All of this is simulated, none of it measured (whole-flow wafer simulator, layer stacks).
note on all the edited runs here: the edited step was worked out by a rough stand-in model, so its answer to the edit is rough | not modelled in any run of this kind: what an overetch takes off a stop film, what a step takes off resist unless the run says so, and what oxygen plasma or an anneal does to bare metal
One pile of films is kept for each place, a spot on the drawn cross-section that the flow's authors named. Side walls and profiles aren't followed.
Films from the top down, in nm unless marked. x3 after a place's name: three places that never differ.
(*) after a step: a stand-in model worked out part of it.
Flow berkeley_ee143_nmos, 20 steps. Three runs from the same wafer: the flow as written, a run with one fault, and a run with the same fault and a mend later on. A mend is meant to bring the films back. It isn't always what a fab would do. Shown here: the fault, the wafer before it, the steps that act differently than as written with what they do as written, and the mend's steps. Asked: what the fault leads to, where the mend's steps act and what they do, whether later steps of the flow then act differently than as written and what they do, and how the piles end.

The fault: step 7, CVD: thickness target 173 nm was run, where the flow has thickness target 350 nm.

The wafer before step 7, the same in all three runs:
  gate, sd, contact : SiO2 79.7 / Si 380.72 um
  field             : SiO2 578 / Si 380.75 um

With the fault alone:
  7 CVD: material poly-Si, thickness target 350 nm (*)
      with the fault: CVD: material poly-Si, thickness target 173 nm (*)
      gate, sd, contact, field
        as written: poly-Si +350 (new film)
        with the fault: poly-Si +173 (new film)
  Later steps of the flow that act differently than as written:
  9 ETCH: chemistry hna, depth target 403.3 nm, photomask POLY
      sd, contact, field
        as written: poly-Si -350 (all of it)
        with the fault: poly-Si -173 (all of it)
  At the end the piles differ from the flow's by more than 2% or 0.5 nm, whichever is larger, at gate.
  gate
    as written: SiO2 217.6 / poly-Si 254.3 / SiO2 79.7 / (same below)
    with the fault: SiO2 217.6 / poly-Si 77.3 / SiO2 79.7 / (same below)

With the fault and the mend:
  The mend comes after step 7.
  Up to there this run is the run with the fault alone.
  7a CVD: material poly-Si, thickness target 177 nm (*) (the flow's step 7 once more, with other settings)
      gate, sd, contact, field
        poly-Si +177
  No later step of the flow acts differently than as written at any place that is followed.
  At the end the piles are the same as the flow's at every place that both follow.
